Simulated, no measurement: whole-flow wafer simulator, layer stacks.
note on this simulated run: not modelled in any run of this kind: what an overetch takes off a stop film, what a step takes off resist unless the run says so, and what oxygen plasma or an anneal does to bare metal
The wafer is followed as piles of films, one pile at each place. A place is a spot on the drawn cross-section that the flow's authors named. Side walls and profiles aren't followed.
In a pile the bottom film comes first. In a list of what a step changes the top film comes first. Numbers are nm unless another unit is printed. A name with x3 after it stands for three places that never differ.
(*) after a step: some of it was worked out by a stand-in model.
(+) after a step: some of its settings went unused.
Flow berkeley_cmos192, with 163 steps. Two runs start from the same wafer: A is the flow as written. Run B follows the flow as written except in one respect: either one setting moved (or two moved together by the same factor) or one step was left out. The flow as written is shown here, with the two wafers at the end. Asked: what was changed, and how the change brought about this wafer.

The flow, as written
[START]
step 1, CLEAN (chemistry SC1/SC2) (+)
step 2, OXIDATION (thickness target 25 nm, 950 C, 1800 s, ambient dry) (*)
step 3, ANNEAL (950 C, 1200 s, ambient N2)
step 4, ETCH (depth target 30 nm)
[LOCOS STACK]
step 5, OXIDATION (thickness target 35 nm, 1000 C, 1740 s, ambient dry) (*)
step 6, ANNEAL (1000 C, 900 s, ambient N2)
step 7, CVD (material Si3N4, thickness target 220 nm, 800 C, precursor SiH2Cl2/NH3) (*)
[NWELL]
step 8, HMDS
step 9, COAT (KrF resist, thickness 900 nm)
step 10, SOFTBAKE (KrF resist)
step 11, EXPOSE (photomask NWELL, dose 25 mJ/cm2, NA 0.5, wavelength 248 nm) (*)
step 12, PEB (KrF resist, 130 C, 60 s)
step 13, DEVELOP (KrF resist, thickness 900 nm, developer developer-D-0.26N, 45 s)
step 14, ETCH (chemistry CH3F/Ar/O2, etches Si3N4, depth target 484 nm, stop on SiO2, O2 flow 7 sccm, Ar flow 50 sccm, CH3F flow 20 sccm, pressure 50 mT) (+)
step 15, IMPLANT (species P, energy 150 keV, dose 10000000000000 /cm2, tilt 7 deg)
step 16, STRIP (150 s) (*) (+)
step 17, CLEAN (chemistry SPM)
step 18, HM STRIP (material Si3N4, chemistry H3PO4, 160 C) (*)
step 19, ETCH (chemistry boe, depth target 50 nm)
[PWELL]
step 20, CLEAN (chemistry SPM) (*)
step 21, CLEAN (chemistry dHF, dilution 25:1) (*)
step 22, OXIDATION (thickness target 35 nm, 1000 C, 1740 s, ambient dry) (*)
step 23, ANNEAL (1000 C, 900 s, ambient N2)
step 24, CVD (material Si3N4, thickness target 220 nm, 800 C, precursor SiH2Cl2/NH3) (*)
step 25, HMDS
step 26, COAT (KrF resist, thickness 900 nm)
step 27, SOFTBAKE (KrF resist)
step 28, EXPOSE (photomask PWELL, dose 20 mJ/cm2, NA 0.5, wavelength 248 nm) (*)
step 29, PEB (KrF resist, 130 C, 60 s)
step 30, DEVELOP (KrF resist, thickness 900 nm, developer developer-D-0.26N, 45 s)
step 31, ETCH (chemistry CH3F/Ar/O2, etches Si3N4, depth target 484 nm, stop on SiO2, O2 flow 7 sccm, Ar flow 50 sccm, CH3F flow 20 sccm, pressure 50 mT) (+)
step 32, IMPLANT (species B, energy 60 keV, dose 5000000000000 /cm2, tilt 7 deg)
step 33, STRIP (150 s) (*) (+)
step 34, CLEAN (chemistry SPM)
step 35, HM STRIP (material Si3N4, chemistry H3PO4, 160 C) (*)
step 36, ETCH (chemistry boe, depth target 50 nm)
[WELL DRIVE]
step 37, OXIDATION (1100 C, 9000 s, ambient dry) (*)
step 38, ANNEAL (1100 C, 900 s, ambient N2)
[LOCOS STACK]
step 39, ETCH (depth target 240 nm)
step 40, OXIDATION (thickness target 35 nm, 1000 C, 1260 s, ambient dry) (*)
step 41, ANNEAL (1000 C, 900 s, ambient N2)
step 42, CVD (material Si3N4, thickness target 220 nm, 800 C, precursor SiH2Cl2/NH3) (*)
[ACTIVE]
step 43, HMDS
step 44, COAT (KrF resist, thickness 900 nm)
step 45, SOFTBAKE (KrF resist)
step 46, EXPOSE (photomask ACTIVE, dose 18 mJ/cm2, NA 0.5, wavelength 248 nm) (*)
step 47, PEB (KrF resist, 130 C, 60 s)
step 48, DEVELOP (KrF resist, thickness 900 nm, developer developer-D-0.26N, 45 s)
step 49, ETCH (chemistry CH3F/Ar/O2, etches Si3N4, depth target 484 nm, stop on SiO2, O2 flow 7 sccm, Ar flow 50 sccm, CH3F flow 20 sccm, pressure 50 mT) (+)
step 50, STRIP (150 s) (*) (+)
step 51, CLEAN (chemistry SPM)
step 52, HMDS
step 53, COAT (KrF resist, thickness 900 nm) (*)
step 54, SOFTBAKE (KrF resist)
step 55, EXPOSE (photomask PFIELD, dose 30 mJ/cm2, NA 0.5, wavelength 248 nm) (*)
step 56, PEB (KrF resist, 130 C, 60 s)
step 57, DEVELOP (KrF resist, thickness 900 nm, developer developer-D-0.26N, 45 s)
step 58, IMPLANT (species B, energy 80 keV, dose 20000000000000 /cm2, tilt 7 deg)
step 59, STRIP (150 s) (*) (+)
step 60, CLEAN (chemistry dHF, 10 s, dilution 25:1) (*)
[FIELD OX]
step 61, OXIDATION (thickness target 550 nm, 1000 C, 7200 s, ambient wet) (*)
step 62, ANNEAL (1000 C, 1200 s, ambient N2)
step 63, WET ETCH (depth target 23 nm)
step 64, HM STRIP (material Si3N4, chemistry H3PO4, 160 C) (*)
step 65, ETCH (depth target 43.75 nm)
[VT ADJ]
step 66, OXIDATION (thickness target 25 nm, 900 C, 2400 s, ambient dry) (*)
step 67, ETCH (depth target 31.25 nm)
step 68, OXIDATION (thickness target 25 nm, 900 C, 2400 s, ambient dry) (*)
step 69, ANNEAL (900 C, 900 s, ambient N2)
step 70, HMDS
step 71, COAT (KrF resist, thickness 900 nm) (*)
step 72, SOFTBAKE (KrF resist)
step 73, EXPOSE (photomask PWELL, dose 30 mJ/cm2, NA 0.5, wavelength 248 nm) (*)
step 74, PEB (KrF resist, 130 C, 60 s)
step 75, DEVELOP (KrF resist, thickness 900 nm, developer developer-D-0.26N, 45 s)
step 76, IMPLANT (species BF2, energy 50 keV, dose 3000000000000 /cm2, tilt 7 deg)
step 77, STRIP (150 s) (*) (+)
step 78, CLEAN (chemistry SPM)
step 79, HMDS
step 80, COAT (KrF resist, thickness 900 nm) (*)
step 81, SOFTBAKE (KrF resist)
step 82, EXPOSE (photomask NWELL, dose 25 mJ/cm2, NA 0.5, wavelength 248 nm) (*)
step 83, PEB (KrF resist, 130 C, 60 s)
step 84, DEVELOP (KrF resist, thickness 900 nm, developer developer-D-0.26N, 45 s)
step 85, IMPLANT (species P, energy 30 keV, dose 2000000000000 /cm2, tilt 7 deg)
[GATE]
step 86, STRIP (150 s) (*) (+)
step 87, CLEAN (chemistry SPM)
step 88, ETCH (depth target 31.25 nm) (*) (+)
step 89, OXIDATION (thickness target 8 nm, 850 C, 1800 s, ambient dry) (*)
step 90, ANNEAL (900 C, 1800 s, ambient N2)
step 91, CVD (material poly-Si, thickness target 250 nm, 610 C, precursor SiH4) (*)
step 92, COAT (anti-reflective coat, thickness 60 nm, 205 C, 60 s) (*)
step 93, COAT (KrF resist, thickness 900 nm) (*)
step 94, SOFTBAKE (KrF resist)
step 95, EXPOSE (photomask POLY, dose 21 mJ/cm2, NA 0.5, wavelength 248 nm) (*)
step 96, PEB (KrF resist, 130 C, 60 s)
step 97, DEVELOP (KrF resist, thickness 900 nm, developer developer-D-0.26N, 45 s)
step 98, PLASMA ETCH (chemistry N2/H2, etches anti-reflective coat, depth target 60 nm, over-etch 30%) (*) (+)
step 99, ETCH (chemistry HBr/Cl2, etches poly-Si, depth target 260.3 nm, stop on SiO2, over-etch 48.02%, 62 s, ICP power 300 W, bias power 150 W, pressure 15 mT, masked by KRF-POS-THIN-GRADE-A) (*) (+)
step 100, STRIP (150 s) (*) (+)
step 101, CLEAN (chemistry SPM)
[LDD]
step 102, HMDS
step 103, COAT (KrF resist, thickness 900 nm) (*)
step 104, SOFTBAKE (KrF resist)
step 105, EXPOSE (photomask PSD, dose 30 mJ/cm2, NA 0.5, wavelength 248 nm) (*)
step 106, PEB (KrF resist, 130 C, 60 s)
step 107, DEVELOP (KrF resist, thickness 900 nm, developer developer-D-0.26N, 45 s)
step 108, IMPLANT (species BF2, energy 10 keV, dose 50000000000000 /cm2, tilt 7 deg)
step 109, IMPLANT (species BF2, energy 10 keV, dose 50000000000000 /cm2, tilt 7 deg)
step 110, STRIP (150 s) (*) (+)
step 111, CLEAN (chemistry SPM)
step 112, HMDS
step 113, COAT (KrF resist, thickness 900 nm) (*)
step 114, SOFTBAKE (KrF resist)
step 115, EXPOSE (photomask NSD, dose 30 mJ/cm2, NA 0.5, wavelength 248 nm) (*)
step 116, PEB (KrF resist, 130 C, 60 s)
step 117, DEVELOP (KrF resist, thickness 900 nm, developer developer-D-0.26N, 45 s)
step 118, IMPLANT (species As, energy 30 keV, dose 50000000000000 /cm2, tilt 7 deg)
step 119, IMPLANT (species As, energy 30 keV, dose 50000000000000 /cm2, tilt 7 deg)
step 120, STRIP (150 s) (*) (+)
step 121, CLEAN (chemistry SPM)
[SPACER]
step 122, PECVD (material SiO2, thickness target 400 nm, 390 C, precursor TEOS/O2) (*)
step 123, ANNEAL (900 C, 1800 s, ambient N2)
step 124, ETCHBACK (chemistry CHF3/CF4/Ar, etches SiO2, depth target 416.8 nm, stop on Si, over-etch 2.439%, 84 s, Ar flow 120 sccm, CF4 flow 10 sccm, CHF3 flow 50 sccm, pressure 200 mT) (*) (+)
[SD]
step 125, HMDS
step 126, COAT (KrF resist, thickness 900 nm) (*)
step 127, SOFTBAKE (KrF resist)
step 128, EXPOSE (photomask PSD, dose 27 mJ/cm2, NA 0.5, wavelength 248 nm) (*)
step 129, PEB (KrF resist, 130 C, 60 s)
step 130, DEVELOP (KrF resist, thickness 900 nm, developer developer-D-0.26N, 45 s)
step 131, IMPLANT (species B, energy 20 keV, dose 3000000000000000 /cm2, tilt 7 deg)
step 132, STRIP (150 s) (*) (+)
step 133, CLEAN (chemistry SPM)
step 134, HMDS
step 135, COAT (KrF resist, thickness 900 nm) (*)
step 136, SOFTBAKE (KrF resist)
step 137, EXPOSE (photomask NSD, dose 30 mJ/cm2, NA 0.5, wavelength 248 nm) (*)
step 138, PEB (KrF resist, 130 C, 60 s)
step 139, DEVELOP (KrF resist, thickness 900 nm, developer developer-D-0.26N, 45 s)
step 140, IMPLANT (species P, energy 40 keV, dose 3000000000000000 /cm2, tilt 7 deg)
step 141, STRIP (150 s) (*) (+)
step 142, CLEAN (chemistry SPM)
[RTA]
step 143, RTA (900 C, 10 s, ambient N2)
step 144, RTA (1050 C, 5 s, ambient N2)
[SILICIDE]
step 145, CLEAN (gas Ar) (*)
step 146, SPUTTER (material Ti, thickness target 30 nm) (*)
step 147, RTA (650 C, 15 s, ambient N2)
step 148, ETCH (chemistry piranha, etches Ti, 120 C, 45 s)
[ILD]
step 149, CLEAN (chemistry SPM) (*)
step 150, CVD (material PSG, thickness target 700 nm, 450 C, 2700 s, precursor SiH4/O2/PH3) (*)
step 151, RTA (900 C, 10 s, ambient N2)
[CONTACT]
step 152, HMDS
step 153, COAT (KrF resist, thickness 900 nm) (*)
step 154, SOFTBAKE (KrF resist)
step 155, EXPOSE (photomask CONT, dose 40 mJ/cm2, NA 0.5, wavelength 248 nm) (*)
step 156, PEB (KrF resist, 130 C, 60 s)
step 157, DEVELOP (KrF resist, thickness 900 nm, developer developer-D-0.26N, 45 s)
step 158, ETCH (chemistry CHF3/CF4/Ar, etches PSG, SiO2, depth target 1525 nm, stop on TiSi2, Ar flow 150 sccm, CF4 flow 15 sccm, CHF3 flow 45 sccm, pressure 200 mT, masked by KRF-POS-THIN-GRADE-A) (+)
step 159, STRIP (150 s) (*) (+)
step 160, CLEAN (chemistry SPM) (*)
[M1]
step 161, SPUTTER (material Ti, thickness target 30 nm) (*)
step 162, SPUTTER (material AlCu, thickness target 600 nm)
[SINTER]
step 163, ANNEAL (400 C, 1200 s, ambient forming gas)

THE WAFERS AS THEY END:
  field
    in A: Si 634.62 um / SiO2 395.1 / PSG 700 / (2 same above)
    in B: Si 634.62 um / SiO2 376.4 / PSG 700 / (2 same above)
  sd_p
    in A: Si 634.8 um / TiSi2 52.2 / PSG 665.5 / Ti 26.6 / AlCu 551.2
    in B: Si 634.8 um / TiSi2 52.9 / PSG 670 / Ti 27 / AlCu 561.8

What caused this: step 67, ETCH: depth target 50 nm was run, though the flow has depth target 31.25 nm.

The path from the change to this, step by step:
  step 67, ETCH (depth target 31.25 nm)
      field: A -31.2 SiO2 | B -50 SiO2
  step 92, COAT (anti-reflective coat, thickness 60 nm, 205 C, 60 s) (*)
      sd_n: A +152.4 anti-reflective coat (new film) | B +139.7 anti-reflective coat (new film)
      spacer_n: A +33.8 anti-reflective coat (new film) | B +38.6 anti-reflective coat (new film)
      (as well as at 6 more places)
  step 98, PLASMA ETCH (chemistry N2/H2, etches anti-reflective coat, depth target 60 nm, over-etch 30%) (*) (+)
      sd_n: A -152.4 anti-reflective coat (all of it), -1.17 poly-Si | B -139.7 anti-reflective coat (all of it), -1.07 poly-Si
      spacer_n: A -33.8 anti-reflective coat (all of it), -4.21 poly-Si | B -38.6 anti-reflective coat (all of it), -3.67 poly-Si
      (as well as at 4 more places)
  step 100, STRIP (150 s) (*) (+)
      gate: A +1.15 chemical SiO2 (new film), -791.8 KrF resist (all of it), -30 anti-reflective coat (all of it), -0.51 poly-Si | B +1.15 chemical SiO2 (new film), -776.1 KrF resist (all of it), -35.3 anti-reflective coat (all of it), -0.51 poly-Si
      gate_p: A +1.15 chemical SiO2 (new film), -765.1 KrF resist (all of it), -31 anti-reflective coat (all of it), -0.51 poly-Si | B +1.15 chemical SiO2 (new film), -754.3 KrF resist (all of it), -35 anti-reflective coat (all of it), -0.51 poly-Si
  step 147, RTA (650 C, 15 s, ambient N2)
      sd_p: A -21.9 Ti, +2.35 TiSi first (new film), +52.1 TiSi2 C49 (new film), -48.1 Si | B -22.1 Ti, +3.04 TiSi first (new film), +51.8 TiSi2 C49 (new film), -48.2 Si
  step 151, RTA (900 C, 10 s, ambient N2)
      sd_p: A under 1 film: +52.2 TiSi2 (new film), -2.25 TiSi first (all of it), -52.1 TiSi2 C49 (all of it), -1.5 Si | B under 1 film: +52.9 TiSi2 (new film), -2.93 TiSi first (all of it), -51.8 TiSi2 C49 (all of it), -1.95 Si
